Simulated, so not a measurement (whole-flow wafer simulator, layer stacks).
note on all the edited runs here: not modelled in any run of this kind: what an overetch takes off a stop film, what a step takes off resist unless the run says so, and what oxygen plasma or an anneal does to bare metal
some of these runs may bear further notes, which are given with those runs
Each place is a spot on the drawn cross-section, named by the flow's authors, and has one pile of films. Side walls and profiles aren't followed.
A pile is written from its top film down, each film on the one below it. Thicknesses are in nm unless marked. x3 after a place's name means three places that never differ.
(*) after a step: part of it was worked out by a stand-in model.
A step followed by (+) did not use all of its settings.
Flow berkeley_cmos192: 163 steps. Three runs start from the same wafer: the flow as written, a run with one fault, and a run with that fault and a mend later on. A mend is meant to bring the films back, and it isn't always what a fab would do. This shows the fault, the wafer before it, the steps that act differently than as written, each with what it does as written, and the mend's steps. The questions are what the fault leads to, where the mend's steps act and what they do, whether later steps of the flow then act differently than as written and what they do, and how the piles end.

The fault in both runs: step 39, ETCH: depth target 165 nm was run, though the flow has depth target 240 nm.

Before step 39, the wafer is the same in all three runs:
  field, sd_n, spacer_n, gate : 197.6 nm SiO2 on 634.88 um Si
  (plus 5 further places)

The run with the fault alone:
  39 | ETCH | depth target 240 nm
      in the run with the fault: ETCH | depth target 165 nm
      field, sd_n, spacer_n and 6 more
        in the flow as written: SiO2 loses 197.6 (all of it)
        in the run with the fault: SiO2 loses 165
  Later steps of the flow acting differently than as written (43 other steps are not shown; they differ only slightly, by no more than 2% or 0.5 nm, whichever is larger):
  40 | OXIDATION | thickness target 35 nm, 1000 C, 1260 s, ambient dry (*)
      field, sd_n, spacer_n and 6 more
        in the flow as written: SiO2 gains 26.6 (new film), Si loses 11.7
        in the run with the fault: SiO2 gains 18.2, Si loses 8.01
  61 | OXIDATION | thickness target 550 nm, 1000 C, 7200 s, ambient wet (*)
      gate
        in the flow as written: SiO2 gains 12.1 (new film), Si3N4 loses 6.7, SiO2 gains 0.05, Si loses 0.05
        in the run with the fault: SiO2 gains 12.1 (new film), Si3N4 loses 6.7
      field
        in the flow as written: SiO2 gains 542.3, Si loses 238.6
        in the run with the fault: SiO2 gains 526.2, Si loses 231.5
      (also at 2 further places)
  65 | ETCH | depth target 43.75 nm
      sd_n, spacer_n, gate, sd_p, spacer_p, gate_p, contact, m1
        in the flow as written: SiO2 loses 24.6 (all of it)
        in the run with the fault: SiO2 loses 43.8
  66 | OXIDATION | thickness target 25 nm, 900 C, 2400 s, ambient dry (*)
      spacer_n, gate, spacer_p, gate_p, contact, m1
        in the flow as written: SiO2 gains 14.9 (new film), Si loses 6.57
        in the run with the fault: SiO2 gains 12.9, Si loses 5.69
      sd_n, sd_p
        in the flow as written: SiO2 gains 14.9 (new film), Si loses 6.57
        in the run with the fault: SiO2 gains 12.4, Si loses 5.47
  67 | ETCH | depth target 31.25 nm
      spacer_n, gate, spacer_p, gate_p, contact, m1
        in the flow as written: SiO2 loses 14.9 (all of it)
        in the run with the fault: SiO2 loses 18 (all of it)
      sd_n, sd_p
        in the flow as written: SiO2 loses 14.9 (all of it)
        in the run with the fault: SiO2 loses 20.2 (all of it)
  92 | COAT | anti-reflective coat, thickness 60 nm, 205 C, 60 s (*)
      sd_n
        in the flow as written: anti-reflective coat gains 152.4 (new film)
        in the run with the fault: anti-reflective coat gains 163.2 (new film)
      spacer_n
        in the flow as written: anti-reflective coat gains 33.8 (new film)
        in the run with the fault: anti-reflective coat gains 29.8 (new film)
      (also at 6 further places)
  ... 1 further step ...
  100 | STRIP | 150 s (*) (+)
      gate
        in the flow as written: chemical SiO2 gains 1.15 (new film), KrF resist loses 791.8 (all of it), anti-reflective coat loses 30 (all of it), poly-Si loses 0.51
        in the run with the fault: chemical SiO2 gains 1.15 (new film), KrF resist loses 804.3 (all of it), anti-reflective coat loses 25.7 (all of it), poly-Si loses 0.51
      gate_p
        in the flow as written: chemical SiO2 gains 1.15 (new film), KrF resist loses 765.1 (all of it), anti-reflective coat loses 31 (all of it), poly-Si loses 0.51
        in the run with the fault: chemical SiO2 gains 1.15 (new film), KrF resist loses 773.2 (all of it), anti-reflective coat loses 27.9 (all of it), poly-Si loses 0.51
  The piles end only slightly different from the flow's at the places that both follow, by no more than 2% or 0.5 nm, whichever is larger.

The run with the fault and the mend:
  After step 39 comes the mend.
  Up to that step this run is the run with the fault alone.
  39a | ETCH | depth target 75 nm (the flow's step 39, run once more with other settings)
      field, sd_n, spacer_n and 6 more
        SiO2 loses 32.6 (all of it)
  None of the later steps of the flow acts differently than as written at any place that is followed.
  By the end, the piles equal the flow's at every place that both follow.
